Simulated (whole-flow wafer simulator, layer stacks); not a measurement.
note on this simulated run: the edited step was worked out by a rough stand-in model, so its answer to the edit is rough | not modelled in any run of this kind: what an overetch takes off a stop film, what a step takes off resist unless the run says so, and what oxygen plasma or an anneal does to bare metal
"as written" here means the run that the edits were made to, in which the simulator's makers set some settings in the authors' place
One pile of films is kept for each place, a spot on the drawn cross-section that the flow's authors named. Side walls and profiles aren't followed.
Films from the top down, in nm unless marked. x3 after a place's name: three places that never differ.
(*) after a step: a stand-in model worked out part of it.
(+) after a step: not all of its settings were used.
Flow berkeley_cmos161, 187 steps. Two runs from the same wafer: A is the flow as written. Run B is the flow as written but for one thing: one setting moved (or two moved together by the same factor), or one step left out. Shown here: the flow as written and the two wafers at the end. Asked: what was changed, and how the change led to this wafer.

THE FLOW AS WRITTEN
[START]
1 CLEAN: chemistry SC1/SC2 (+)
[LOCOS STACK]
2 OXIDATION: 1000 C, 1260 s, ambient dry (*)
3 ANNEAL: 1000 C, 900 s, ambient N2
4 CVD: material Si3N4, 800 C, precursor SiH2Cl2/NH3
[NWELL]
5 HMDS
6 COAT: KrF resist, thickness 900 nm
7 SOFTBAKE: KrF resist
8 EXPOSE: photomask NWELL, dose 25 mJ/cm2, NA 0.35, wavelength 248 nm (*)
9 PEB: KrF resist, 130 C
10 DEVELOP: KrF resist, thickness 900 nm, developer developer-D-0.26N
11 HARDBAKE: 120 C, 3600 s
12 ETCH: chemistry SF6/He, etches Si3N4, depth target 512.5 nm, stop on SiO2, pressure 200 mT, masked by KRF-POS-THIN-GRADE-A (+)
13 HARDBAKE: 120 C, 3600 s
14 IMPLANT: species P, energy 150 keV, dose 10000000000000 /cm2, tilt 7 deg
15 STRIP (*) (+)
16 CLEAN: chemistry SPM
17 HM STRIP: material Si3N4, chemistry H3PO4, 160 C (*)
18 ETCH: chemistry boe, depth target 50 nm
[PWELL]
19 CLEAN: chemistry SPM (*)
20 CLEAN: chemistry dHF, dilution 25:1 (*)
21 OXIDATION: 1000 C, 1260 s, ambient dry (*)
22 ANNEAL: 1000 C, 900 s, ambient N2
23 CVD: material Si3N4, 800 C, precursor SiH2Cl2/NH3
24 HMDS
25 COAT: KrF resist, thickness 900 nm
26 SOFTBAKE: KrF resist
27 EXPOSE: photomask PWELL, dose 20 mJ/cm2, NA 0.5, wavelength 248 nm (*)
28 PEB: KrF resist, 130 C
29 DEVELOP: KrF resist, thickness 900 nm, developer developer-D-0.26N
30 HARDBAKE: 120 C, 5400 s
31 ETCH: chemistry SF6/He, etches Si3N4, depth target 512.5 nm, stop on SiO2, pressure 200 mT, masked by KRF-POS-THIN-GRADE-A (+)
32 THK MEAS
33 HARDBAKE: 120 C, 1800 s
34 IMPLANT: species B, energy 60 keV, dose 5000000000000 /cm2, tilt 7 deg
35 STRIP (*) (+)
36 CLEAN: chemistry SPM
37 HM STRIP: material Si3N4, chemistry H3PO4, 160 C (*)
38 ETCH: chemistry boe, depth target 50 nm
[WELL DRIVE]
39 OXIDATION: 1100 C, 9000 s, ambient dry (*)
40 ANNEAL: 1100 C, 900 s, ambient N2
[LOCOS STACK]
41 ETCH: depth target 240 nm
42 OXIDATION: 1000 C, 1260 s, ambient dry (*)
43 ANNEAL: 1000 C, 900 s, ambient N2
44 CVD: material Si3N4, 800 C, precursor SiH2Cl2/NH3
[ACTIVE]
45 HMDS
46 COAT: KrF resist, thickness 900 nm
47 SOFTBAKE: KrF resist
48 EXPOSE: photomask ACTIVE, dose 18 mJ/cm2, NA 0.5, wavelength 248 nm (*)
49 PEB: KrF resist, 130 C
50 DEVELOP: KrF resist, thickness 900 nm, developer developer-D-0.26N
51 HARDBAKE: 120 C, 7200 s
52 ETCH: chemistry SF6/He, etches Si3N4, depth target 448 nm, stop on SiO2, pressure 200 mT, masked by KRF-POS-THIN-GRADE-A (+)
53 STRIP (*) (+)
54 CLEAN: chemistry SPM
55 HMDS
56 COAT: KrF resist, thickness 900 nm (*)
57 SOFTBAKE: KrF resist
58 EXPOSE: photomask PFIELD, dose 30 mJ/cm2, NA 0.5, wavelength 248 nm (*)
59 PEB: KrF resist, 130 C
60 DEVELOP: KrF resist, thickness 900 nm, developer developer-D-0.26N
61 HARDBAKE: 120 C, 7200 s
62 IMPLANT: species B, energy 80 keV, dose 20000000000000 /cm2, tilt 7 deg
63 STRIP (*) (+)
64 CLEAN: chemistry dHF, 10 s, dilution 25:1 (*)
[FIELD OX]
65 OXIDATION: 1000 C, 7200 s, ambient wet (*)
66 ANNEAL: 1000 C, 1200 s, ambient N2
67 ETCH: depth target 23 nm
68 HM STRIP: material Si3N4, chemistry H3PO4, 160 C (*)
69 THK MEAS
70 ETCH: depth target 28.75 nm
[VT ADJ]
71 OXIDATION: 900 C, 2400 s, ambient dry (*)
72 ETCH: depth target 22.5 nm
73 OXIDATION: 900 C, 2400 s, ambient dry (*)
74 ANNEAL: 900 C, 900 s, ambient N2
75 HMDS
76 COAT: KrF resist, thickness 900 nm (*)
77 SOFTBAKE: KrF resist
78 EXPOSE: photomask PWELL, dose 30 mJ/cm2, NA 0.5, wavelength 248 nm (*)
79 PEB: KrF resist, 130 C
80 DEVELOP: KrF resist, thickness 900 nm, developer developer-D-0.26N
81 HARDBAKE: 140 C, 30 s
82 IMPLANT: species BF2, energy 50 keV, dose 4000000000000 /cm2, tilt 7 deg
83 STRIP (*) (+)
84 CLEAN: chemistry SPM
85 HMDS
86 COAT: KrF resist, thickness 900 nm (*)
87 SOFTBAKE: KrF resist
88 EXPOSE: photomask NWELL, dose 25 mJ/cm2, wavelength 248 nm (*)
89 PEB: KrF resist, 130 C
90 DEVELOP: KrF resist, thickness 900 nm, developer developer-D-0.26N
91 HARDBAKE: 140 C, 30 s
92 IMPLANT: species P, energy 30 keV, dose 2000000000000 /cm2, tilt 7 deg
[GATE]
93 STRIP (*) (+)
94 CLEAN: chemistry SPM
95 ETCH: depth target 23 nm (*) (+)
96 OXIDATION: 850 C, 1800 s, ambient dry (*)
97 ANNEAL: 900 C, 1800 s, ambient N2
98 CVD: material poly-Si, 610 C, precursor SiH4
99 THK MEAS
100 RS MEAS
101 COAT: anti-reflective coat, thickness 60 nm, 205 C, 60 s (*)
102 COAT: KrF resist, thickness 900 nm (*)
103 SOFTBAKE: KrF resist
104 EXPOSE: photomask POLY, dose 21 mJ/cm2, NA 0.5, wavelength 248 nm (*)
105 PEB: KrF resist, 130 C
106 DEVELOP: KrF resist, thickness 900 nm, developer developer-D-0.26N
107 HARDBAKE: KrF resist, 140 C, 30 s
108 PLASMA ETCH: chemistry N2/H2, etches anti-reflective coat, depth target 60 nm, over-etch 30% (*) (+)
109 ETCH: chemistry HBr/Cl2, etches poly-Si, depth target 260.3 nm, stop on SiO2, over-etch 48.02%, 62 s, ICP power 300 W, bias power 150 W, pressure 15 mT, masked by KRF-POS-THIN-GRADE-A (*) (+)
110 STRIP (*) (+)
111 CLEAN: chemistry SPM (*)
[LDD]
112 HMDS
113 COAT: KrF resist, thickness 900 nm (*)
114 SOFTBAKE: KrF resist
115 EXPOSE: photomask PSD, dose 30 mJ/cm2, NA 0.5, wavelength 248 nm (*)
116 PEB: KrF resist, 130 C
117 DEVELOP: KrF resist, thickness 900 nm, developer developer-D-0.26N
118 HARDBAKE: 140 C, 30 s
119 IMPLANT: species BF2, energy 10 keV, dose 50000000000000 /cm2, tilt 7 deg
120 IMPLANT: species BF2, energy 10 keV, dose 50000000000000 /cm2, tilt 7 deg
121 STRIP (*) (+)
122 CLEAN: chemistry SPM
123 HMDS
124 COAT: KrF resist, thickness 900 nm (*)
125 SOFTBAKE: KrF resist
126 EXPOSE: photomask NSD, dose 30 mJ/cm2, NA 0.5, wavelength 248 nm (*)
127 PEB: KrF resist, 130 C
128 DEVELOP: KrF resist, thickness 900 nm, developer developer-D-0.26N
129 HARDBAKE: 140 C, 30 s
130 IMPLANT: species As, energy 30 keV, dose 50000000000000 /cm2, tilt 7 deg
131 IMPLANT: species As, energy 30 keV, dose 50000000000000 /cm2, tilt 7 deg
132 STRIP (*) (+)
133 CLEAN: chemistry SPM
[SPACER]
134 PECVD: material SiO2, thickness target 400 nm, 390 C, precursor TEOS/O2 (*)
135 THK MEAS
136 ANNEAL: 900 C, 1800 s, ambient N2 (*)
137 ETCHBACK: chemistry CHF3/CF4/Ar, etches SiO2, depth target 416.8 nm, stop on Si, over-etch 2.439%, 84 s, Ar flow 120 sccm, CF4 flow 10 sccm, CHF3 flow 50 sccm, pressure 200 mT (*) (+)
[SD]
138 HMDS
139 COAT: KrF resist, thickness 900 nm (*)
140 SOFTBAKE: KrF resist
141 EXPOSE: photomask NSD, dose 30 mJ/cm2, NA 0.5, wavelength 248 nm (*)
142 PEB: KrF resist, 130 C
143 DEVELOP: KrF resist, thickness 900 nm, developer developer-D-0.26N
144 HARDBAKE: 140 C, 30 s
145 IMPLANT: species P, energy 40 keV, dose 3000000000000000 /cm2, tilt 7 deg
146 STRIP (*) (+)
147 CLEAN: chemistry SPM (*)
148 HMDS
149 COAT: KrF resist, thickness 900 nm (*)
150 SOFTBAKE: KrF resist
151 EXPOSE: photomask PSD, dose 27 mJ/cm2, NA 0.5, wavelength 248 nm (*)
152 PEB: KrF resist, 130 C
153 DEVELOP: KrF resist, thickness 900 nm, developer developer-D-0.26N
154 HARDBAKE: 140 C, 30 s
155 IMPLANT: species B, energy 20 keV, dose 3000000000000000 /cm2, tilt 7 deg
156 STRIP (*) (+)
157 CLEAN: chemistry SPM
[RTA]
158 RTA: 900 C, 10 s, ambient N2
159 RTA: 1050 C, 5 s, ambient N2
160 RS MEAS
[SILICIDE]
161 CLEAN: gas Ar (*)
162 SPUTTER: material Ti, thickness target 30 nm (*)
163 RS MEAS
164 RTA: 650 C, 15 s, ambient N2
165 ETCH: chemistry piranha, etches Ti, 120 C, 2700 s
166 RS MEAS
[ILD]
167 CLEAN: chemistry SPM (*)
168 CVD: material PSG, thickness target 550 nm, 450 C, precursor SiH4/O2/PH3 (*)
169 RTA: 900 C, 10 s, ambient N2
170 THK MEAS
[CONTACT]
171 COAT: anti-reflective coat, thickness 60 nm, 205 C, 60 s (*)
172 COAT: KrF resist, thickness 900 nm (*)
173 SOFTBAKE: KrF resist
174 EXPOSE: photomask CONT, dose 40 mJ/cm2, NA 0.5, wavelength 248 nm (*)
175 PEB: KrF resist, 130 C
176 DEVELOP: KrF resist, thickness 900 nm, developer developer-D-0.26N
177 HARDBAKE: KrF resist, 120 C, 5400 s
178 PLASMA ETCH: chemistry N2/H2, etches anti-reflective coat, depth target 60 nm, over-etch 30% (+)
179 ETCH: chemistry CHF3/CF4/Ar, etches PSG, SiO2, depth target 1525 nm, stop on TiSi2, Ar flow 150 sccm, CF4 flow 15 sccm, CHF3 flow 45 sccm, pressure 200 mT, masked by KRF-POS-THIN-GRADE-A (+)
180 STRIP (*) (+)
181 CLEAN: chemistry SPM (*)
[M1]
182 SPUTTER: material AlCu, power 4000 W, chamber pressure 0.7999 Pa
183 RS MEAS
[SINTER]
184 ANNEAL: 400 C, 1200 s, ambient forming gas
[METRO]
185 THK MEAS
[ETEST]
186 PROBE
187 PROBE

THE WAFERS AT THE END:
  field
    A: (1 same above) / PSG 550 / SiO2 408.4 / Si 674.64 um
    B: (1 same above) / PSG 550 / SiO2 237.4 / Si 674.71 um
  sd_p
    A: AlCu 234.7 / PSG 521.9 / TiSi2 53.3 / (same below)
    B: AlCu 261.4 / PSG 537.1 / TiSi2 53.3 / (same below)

The cause: step 65, OXIDATION: 950 C was run, where the flow has 1000 C.

How the change led to this, step by step:
  65 OXIDATION: 1000 C, 7200 s, ambient wet (*)
      spacer_n, gate_n, spacer_p, gate_p, contact, m1: A SiO2 +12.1 (new film), Si3N4 -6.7 | B SiO2 +5.84 (new film), Si3N4 -3.22
      field: A SiO2 +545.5, Si -240 | B SiO2 +373, Si -164.1
      (and at 2 more places)
  67 ETCH: depth target 23 nm
      sd_n, spacer_n, gate_n, sd_p, spacer_p, gate_p, contact, m1: A SiO2 -12.1 (all of it) | B SiO2 -5.84 (all of it)
  71 OXIDATION: 900 C, 2400 s, ambient dry (*)
      field: A SiO2 +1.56, Si -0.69 | B SiO2 +2.15, Si -0.95
  73 OXIDATION: 900 C, 2400 s, ambient dry (*)
      field: A SiO2 +1.61, Si -0.71 | B SiO2 +2.25, Si -0.99
  76 COAT: KrF resist, thickness 900 nm (*)
      field: A KrF resist +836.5 (new film) | B KrF resist +861.4 (new film)
      sd_n: A KrF resist +1024.5 (new film) | B KrF resist +974.5 (new film)
      (and at 7 more places)
  80 DEVELOP: KrF resist, thickness 900 nm, developer developer-D-0.26N
      field: A KrF resist -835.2 (all of it) | B KrF resist -860 (all of it)
      sd_n: A KrF resist -1022.8 (all of it) | B KrF resist -972.9 (all of it)
      (and at 3 more places)
  81 HARDBAKE: 140 C, 30 s
      sd_p: A KrF resist -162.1 | B KrF resist -155.6
      spacer_p: A KrF resist -158.7 | B KrF resist -153.8
      (and at 2 more places)
  83 STRIP (*) (+)
      sd_p: A KrF resist -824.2 (all of it) | B KrF resist -790.2 (all of it)
      spacer_p: A KrF resist -806.6 (all of it) | B KrF resist -780.2 (all of it)
      (and at 2 more places)
  86 COAT: KrF resist, thickness 900 nm (*)
      field: A KrF resist +836.5 (new film) | B KrF resist +861.4 (new film)
      sd_n: A KrF resist +1024.5 (new film) | B KrF resist +974.5 (new film)
      (and at 7 more places)
  90 DEVELOP: KrF resist, thickness 900 nm, developer developer-D-0.26N
      sd_p: A KrF resist -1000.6 (all of it) | B KrF resist -960 (all of it)
      spacer_p: A KrF resist -979.5 (all of it) | B KrF resist -948.1 (all of it)
      (and at 1 more place)
  91 HARDBAKE: 140 C, 30 s
      spacer_n, gate_n: A KrF resist -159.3 | B KrF resist -154.1
      field: A KrF resist -135.4 | B KrF resist -139.4
      (and at 3 more places)
  93 STRIP (*) (+)
      field: A KrF resist -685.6 (all of it) | B KrF resist -706.4 (all of it)
      sd_n: A KrF resist -842.9 (all of it) | B KrF resist -801 (all of it)
      (and at 4 more places)
  101 COAT: anti-reflective coat, thickness 60 nm, 205 C, 60 s (*)
      field: A anti-reflective coat +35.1 (new film) | B anti-reflective coat +36.4 (new film)
      sd_n: A anti-reflective coat +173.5 (new film) | B anti-reflective coat +113.3 (new film)
      (and at 7 more places)
  102 COAT: KrF resist, thickness 900 nm (*)
      spacer_n: A KrF resist +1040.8 (new film) | B KrF resist +966.9 (new film)
      gate_n: A KrF resist +1043.6 (new film) | B KrF resist +968.7 (new film)
      (and at 5 more places)
  106 DEVELOP: KrF resist, thickness 900 nm, developer developer-D-0.26N
      spacer_n: A KrF resist -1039 (all of it) | B KrF resist -965.4 (all of it)
      sd_p: A KrF resist -964.2 (all of it) | B KrF resist -931.9 (all of it)
      (and at 3 more places)
  107 HARDBAKE: KrF resist, 140 C, 30 s
      gate_n: A KrF resist -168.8 | B KrF resist -156.7
      gate_p: A KrF resist -163.3 | B KrF resist -155.2
  ... 25 more steps ...
  182 SPUTTER: material AlCu, power 4000 W, chamber pressure 0.7999 Pa
      sd_p: A AlCu +234.7 (new film) | B AlCu +261.4 (new film)
